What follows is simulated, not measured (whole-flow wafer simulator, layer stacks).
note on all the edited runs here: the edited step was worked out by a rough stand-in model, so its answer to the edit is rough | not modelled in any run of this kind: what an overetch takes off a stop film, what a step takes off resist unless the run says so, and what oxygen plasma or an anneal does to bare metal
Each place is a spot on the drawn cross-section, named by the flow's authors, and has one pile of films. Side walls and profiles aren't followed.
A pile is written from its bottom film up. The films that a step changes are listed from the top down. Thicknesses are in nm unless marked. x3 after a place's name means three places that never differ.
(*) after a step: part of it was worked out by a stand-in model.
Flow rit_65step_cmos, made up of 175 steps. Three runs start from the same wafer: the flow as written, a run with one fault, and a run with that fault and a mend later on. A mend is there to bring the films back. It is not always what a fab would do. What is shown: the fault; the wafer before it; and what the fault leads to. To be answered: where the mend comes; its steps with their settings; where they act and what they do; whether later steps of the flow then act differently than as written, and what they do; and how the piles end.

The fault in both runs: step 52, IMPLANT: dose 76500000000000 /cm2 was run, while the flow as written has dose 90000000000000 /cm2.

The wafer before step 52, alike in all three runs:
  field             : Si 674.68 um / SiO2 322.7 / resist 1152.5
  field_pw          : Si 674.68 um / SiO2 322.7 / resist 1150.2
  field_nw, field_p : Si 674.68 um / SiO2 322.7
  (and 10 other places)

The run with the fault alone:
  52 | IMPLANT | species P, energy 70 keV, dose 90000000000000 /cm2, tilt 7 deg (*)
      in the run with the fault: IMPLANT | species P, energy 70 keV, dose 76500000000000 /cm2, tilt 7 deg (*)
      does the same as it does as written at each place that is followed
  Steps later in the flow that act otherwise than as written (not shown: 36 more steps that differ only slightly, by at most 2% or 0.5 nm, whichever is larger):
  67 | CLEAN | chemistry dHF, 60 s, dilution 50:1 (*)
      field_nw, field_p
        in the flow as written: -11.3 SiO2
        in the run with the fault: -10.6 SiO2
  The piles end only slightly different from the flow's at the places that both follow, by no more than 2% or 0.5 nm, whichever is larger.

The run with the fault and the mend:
  After step 52 comes the mend.
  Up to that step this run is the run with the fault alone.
  52a | IMPLANT | species P, energy 70 keV, dose 13500000000000 /cm2, tilt 7 deg (*) (a further turn of the flow's step 52, with different settings)
      alters no film at any place that is followed
  Later steps of the flow that are run all act as written at every place that is followed.
  At every place that both follow, the piles at the end match the flow's.
